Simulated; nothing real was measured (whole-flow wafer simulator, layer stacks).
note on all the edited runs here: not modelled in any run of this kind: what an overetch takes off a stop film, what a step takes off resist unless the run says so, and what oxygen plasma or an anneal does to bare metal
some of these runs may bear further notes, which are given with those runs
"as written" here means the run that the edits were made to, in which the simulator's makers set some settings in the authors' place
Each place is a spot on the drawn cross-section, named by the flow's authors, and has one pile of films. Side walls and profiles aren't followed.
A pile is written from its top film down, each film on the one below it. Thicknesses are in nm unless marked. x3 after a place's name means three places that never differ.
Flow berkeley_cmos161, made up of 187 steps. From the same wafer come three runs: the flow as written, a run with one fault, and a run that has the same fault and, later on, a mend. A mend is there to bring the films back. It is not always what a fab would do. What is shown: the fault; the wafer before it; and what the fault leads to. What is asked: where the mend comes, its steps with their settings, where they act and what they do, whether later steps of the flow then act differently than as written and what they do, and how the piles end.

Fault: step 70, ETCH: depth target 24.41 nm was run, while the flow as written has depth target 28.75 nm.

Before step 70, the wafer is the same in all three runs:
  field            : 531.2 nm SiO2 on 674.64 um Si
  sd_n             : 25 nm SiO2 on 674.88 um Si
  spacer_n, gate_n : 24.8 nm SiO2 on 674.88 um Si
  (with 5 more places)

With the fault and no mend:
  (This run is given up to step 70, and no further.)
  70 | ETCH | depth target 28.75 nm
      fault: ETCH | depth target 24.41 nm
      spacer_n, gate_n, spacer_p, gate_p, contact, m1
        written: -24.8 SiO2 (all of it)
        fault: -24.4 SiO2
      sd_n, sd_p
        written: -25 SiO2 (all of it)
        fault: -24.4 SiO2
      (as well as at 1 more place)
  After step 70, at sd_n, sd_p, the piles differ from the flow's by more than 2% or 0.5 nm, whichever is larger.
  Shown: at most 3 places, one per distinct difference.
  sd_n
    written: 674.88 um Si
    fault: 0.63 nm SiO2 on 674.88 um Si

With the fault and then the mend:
  The mend stands after step 70.
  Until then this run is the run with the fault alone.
  70a | ETCH | depth target 4.341 nm (a further turn of the flow's step 70, with different settings)
      spacer_n, gate_n, spacer_p, gate_p, contact, m1
        -0.39 SiO2 (all of it)
      sd_n, sd_p
        -0.63 SiO2 (all of it)
      field
        -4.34 SiO2
  Every later step of the flow that is run acts as written, at every place that is followed, to within 2% or 0.5 nm, whichever is larger.
  By the end, the piles equal the flow's at every place that both follow.
